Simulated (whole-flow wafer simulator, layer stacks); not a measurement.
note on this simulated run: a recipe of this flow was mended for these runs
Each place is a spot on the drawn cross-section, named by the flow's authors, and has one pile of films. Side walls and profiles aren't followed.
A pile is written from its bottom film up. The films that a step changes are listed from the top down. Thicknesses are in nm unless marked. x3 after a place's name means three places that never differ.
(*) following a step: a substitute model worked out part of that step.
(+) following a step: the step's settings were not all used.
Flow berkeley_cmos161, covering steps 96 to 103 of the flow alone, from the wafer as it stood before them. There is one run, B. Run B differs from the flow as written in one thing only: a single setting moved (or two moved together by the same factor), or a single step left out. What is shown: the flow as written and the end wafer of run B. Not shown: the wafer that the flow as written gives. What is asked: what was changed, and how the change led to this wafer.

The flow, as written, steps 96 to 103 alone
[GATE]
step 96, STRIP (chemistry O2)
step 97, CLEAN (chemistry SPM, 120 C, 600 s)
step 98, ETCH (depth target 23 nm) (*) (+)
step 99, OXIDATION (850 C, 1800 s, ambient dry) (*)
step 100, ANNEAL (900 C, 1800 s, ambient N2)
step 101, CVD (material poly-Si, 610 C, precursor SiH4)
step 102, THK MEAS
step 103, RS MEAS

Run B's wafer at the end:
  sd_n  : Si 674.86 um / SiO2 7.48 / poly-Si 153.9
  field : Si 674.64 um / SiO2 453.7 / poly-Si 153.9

Cause: step 101, CVD: 587 C was run, while the flow as written has 610 C.

The path from the change to this, step by step:
  step 101, CVD (material poly-Si, 610 C, precursor SiH4)
      field, sd_n, spacer_n, gate_n, sd_p, spacer_p x2, contact, m1: +153.9 poly-Si (new film) (as written it would have been: +249.5 poly-Si (new film))
